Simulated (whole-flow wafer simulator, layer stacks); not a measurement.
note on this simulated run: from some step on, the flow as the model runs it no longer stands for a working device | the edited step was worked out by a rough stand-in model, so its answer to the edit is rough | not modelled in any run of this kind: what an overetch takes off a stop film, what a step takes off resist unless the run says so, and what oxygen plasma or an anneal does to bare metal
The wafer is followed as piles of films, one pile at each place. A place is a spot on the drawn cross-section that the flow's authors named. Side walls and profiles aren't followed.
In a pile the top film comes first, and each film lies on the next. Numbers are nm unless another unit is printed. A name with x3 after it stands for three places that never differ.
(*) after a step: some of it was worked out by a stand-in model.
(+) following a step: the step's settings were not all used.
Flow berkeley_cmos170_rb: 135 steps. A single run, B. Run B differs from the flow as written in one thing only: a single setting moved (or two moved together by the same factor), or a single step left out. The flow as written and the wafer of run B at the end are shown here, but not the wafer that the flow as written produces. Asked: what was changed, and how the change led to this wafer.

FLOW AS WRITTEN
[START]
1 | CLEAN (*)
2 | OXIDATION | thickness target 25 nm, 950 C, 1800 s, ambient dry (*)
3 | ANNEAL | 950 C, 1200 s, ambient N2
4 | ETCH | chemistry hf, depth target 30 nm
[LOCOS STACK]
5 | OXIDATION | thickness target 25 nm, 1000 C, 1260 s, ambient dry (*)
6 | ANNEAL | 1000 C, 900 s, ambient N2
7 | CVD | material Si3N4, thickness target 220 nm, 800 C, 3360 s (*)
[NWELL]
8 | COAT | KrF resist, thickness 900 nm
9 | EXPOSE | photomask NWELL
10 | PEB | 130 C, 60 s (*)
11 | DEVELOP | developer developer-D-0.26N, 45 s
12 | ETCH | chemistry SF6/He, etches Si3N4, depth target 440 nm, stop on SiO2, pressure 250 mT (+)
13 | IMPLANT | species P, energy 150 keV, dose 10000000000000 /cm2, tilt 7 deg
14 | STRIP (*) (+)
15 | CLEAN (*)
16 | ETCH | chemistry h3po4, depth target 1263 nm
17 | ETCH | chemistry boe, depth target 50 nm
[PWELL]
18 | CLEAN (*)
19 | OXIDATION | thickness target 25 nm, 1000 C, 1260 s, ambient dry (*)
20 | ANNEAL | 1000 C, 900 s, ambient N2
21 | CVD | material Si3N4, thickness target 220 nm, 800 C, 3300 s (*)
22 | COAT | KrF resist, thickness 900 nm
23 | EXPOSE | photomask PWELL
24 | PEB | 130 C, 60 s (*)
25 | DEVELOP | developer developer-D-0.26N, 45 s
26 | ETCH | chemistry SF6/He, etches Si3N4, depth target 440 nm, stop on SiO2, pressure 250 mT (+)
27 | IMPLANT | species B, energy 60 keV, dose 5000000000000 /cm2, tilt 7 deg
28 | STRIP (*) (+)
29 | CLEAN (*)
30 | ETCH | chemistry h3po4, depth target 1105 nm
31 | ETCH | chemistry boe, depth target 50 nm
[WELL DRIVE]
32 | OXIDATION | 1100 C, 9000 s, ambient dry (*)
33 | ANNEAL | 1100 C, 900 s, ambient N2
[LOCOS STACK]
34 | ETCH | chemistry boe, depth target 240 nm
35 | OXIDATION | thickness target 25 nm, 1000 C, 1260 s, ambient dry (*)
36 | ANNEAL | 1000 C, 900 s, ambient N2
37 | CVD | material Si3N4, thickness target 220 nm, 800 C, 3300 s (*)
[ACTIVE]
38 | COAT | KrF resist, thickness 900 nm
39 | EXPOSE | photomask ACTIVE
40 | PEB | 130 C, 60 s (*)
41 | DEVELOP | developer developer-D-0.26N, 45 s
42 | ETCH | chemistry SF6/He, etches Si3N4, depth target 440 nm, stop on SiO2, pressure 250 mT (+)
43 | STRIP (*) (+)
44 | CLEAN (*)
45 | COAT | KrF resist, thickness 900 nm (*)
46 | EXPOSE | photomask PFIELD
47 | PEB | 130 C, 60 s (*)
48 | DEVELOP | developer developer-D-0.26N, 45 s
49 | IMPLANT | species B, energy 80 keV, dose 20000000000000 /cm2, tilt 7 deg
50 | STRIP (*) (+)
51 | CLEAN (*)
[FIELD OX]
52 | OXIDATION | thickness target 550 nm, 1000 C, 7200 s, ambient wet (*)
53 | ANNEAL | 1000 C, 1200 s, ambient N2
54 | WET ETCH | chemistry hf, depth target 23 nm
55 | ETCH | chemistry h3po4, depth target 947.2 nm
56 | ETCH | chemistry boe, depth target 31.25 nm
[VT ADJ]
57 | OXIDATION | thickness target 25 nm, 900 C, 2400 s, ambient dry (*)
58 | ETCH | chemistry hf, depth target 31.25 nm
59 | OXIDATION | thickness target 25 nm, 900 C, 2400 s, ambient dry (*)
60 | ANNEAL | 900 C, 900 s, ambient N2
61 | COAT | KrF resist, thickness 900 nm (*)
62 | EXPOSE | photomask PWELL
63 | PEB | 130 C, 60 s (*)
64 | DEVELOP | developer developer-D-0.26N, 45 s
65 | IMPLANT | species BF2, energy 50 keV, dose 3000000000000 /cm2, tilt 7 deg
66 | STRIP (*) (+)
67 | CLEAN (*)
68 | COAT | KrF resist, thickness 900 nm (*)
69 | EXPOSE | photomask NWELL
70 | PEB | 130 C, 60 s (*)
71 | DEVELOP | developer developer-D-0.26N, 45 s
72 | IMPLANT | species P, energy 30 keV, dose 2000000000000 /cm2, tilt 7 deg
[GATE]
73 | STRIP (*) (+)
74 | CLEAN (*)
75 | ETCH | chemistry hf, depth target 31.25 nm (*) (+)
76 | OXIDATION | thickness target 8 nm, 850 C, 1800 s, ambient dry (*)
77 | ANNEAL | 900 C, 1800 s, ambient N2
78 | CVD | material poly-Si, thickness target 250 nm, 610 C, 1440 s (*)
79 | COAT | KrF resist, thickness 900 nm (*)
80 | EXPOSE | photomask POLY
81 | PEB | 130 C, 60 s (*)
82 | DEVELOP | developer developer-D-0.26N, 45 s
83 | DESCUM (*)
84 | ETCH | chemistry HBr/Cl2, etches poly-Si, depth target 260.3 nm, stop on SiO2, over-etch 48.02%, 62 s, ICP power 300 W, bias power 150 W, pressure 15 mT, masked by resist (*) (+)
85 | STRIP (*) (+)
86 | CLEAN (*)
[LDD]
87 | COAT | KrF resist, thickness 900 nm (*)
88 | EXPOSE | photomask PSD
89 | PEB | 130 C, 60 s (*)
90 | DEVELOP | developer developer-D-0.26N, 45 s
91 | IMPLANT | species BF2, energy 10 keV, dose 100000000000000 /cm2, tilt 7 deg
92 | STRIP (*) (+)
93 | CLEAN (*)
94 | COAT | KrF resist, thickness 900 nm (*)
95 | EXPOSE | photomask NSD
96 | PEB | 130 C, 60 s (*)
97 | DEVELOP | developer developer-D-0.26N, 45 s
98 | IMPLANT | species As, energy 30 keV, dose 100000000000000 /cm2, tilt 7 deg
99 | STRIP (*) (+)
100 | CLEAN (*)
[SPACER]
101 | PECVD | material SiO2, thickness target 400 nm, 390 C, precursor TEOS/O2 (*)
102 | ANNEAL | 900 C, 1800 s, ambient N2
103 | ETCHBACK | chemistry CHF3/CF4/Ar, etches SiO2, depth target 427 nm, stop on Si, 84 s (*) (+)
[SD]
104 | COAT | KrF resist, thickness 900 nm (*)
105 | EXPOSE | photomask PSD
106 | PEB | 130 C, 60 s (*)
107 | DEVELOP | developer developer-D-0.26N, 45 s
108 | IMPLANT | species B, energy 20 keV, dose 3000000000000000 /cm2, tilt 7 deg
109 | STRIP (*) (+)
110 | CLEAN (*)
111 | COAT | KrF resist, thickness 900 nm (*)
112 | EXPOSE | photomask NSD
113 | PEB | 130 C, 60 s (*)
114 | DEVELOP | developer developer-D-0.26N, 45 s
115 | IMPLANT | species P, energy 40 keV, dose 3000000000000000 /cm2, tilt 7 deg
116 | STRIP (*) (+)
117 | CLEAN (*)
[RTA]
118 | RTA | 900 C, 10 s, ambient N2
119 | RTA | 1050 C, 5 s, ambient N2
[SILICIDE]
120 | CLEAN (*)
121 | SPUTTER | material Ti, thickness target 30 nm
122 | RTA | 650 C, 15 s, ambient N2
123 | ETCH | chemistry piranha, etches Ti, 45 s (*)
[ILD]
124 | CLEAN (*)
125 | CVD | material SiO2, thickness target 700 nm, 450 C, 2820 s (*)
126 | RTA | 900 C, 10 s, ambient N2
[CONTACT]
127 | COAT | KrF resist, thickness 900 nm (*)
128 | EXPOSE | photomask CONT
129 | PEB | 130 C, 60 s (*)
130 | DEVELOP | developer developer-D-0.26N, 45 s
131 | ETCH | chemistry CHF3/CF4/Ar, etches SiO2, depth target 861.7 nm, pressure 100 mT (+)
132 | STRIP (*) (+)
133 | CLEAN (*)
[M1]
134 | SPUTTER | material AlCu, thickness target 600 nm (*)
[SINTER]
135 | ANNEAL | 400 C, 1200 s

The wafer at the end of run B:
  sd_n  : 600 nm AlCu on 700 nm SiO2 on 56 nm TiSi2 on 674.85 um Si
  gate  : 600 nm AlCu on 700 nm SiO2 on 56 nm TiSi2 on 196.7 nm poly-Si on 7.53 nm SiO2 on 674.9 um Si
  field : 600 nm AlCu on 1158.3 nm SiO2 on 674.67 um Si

What caused this: step 32, OXIDATION: 990 C was run, while the flow as written has 1100 C.

How this came from the change, step by step:
  32 | OXIDATION | 1100 C, 9000 s, ambient dry (*)
      field, sd_n, spacer_n and 6 more: SiO2 gains 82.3 (new film), Si loses 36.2 (it would be, as written: SiO2 gains 197.6 (new film), Si loses 86.9)
  34 | ETCH | chemistry boe, depth target 240 nm
      field, sd_n, spacer_n and 6 more: SiO2 loses 82.3 (all of it) (it would be, as written: SiO2 loses 197.6 (all of it))
